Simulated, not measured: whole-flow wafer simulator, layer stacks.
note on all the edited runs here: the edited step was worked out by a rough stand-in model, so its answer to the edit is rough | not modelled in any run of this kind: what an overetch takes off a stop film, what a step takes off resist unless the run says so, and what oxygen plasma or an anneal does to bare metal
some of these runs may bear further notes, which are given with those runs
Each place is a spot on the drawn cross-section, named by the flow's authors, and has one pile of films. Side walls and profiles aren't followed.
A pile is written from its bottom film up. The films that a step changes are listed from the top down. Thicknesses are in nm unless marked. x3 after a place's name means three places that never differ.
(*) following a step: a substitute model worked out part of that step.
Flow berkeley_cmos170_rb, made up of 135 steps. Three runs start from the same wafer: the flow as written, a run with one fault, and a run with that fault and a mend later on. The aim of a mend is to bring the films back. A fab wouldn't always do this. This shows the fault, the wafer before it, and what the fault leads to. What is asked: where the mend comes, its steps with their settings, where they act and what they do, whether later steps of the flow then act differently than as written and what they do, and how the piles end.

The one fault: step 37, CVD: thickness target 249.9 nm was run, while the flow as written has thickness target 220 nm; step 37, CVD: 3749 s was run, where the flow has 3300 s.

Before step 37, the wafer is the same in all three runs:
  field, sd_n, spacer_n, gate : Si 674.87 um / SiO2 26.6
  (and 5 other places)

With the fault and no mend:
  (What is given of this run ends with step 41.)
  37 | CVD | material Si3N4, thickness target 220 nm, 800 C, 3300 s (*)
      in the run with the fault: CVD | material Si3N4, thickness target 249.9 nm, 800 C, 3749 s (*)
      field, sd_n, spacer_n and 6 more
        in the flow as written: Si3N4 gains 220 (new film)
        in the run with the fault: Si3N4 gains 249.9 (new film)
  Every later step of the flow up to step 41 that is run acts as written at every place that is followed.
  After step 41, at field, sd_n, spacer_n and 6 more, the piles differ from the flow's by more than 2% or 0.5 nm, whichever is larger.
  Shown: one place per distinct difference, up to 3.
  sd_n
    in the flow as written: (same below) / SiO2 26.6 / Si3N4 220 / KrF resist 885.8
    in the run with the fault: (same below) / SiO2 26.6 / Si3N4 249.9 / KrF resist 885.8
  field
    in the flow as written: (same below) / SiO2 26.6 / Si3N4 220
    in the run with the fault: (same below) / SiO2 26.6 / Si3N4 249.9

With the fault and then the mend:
  The mend follows step 37.
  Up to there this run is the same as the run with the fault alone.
  37a | ETCH | chemistry h3po4, depth target 29.9 nm (a further turn of the flow's step 30, with different settings)
      field, sd_n, spacer_n and 6 more
        Si3N4 loses 29.9
  Every later step of the flow that is run acts as written at every place that is followed.
  The piles end the same as the flow's at every place that both follow.
